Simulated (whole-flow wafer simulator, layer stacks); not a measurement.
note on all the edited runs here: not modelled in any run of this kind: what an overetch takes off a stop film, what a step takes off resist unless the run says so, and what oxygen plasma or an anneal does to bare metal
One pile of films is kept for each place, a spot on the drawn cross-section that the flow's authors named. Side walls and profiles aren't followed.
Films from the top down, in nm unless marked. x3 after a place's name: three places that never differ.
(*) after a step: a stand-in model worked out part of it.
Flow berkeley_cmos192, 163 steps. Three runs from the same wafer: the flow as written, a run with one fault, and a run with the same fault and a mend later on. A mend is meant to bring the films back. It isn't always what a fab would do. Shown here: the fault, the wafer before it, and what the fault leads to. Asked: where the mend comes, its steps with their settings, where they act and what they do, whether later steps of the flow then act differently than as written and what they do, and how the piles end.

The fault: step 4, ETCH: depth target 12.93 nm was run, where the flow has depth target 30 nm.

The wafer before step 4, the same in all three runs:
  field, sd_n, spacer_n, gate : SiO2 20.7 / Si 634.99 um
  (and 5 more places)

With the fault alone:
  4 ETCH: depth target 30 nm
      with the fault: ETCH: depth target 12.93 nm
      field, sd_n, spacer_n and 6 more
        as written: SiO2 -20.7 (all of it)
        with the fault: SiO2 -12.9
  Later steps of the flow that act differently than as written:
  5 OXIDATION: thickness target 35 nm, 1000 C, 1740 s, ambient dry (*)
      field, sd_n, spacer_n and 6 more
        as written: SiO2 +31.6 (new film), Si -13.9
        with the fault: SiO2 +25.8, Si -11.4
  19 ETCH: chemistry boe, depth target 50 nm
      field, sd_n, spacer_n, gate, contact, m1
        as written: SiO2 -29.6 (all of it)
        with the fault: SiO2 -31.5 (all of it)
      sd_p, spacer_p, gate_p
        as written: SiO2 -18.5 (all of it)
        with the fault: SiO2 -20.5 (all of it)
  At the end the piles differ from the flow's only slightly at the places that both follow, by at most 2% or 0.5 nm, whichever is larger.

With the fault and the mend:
  The mend comes after step 4.
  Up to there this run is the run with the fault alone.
  4a ETCH: depth target 17.07 nm (the flow's step 4 once more, with other settings)
      field, sd_n, spacer_n and 6 more
        SiO2 -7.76 (all of it)
  No later step of the flow acts differently than as written at any place that is followed.
  At the end the piles are the same as the flow's at every place that both follow.
